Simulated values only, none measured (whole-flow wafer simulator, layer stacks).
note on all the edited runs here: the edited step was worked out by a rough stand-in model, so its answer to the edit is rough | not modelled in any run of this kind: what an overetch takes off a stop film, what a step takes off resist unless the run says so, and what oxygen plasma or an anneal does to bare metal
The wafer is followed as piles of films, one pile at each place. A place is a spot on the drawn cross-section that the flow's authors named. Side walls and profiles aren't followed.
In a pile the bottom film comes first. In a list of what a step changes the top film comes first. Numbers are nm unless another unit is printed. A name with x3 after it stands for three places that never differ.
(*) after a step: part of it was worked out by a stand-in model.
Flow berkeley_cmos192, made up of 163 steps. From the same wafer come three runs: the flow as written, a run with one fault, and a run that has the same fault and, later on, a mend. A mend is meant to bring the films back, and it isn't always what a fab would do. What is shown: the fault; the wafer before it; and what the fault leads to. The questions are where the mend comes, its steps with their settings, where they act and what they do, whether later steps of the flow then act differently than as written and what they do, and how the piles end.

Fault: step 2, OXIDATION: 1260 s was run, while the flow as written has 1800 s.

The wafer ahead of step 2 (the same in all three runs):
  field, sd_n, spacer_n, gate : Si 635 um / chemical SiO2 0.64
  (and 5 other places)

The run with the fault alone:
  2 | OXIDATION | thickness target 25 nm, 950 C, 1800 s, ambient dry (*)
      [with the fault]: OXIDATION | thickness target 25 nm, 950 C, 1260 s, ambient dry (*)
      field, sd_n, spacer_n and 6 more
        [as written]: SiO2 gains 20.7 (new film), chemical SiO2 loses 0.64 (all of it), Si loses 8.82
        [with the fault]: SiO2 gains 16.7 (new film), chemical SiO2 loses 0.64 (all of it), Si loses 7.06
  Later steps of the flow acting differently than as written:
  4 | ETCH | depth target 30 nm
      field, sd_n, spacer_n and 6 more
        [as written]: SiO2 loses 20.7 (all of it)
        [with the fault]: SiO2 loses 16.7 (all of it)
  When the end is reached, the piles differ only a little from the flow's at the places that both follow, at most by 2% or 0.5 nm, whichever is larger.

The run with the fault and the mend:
  After step 2 comes the mend.
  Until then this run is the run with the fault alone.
  2a | OXIDATION | thickness target 25 nm, 950 C, 540 s, ambient dry (*) (a further turn of the flow's step 2, with different settings)
      field, sd_n, spacer_n and 6 more
        SiO2 gains 4, Si loses 1.76
  None of the later steps of the flow acts differently than as written at any place that is followed.
  By the end, the piles equal the flow's at every place that both follow.
